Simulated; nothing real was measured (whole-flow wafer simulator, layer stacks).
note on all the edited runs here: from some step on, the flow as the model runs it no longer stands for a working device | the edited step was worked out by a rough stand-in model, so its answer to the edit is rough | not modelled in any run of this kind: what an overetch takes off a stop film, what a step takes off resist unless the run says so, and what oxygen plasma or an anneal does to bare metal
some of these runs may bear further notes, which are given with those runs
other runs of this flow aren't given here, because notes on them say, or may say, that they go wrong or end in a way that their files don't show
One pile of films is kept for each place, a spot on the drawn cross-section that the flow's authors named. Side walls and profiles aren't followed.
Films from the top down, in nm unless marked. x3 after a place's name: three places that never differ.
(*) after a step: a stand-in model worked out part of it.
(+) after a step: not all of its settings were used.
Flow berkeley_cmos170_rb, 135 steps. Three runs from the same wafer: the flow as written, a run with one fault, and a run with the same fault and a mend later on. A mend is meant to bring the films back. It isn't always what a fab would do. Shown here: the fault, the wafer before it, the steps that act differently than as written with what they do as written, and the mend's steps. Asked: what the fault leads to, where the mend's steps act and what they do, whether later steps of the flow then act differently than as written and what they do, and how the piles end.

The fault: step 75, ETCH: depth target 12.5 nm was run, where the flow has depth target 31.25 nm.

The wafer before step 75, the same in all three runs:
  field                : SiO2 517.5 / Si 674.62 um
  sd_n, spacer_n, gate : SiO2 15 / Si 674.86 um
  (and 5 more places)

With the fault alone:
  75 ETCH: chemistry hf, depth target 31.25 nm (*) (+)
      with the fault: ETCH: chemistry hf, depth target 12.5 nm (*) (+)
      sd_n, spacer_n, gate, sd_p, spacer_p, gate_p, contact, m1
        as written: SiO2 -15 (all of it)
        with the fault: SiO2 -12.5
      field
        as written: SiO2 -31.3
        with the fault: SiO2 -12.5
  Later steps of the flow that act differently than as written (22 more steps differ only slightly, by at most 2% or 0.5 nm, whichever is larger, and aren't shown):
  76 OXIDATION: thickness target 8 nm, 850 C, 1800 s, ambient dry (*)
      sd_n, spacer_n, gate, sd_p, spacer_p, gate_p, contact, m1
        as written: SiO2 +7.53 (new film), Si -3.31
        with the fault: SiO2 +5.53, Si -2.43
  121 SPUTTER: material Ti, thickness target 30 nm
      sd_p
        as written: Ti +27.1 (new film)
        with the fault: Ti +25.5 (new film)
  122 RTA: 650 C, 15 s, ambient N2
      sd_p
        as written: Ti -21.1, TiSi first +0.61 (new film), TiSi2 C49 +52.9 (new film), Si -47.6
        with the fault: Ti -19.9, TiSi2 C49 +50.6 (new film), Si -45.1
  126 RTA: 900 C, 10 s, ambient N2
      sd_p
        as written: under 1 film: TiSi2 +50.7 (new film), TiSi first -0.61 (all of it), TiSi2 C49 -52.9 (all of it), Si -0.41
        with the fault: under 1 film: TiSi2 +47.6 (new film), TiSi2 C49 -50.6 (all of it)
  At the end the piles differ from the flow's by more than 2% or 0.5 nm, whichever is larger, at gate, sd_p, gate_p.
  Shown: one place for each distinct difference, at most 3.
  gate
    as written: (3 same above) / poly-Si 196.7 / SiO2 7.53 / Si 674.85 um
    with the fault: (3 same above) / poly-Si 196.7 / SiO2 8.06 / Si 674.85 um
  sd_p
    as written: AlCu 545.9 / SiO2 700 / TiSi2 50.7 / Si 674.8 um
    with the fault: AlCu 541.1 / SiO2 700 / TiSi2 47.6 / Si 674.81 um

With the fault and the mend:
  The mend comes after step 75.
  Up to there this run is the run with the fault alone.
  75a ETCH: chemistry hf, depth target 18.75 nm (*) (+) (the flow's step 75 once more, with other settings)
      sd_n, spacer_n, gate, sd_p, spacer_p, gate_p, contact, m1
        SiO2 -2.54 (all of it)
      field
        SiO2 -18.8
  No later step of the flow acts differently than as written, at any place that is followed, by more than 2% or 0.5 nm, whichever is larger.
  At the end the piles are the same as the flow's at every place that both follow.
